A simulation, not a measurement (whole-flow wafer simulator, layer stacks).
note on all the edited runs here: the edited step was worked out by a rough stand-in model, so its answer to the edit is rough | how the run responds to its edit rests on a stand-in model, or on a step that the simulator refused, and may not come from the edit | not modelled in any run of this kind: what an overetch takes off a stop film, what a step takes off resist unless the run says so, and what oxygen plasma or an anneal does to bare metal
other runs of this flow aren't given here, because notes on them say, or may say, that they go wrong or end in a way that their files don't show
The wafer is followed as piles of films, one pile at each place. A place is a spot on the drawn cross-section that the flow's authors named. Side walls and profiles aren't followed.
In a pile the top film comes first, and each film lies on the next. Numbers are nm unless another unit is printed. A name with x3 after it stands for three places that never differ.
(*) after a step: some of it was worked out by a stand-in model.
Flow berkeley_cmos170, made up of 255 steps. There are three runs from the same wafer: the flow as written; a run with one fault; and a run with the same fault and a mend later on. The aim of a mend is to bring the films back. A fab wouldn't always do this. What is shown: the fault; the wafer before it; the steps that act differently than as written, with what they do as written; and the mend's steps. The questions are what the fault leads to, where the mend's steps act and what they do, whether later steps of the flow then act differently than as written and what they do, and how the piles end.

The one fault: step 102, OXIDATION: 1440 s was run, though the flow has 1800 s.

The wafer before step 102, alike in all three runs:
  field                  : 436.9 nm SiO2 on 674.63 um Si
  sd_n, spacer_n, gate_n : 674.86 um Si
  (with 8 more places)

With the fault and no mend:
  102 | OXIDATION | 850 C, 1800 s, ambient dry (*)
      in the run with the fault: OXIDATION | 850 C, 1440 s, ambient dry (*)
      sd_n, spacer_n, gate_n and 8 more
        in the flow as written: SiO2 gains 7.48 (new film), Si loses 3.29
        in the run with the fault: SiO2 gains 6.57 (new film), Si loses 2.89
  None of the later steps of the flow differs from how it acts as written, at any place that is followed, by more than 2% or 0.5 nm, whichever is larger.
  By the end, the piles at gate_n, gate_p depart from the flow's by more than 2% or 0.5 nm, whichever is larger.
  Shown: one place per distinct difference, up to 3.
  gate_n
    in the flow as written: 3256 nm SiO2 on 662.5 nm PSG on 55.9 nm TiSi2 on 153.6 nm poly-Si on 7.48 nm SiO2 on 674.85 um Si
    in the run with the fault: 3256.9 nm SiO2 on 662.5 nm PSG on 55.9 nm TiSi2 on 153.6 nm poly-Si on 6.57 nm SiO2 on 674.85 um Si

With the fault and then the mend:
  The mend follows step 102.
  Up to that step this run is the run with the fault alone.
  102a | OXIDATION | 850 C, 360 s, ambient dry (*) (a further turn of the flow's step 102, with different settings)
      sd_n, spacer_n, gate_n and 8 more
        SiO2 gains 0.91, Si loses 0.4
      field
        SiO2 gains 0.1
  None of the later steps of the flow acts differently than as written at any place that is followed.
  By the end, the piles equal the flow's at every place that both follow.
